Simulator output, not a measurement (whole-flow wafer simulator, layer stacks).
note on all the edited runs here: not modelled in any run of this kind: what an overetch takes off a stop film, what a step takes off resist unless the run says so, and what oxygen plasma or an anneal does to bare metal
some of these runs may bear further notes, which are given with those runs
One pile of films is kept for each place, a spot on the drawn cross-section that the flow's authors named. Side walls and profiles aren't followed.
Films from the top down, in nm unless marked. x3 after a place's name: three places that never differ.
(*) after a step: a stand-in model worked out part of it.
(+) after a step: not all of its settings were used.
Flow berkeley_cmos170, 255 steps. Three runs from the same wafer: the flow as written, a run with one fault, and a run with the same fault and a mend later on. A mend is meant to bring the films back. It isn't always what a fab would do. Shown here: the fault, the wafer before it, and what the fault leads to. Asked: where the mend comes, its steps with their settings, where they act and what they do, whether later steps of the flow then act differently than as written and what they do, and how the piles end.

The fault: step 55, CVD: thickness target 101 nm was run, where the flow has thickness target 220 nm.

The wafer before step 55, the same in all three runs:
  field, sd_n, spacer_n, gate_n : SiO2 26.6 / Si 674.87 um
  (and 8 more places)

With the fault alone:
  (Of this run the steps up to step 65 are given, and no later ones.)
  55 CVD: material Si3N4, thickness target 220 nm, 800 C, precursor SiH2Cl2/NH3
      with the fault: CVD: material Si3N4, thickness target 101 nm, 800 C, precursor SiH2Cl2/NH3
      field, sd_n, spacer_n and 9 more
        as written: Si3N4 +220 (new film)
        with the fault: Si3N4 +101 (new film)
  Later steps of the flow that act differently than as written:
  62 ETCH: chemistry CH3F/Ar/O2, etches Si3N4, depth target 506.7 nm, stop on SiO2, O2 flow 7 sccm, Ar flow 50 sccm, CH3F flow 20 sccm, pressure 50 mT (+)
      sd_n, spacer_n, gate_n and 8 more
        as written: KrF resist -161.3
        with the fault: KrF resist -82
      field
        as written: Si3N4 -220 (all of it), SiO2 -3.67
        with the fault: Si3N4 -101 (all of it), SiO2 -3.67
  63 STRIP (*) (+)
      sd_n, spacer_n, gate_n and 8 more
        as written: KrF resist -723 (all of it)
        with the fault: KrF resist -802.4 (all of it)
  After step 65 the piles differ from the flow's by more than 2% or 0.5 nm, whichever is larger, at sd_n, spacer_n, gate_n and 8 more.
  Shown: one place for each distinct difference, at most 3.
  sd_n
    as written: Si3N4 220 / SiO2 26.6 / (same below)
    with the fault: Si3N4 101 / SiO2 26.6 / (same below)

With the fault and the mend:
  The mend comes after step 55.
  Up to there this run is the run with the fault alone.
  55a ETCH: chemistry h3po4, depth target 116.2 nm
      field, sd_n, spacer_n and 9 more
        Si3N4 -101 (all of it)
  55b CLEAN: chemistry SPM
      changes no film at any place that is followed
  55c CVD: material Si3N4, thickness target 220 nm, 800 C, precursor SiH2Cl2/NH3 (the flow's step 55 once more)
      field, sd_n, spacer_n and 9 more
        Si3N4 +220 (new film)
  No later step of the flow acts differently than as written at any place that is followed.
  At the end the piles are the same as the flow's at every place that both follow.
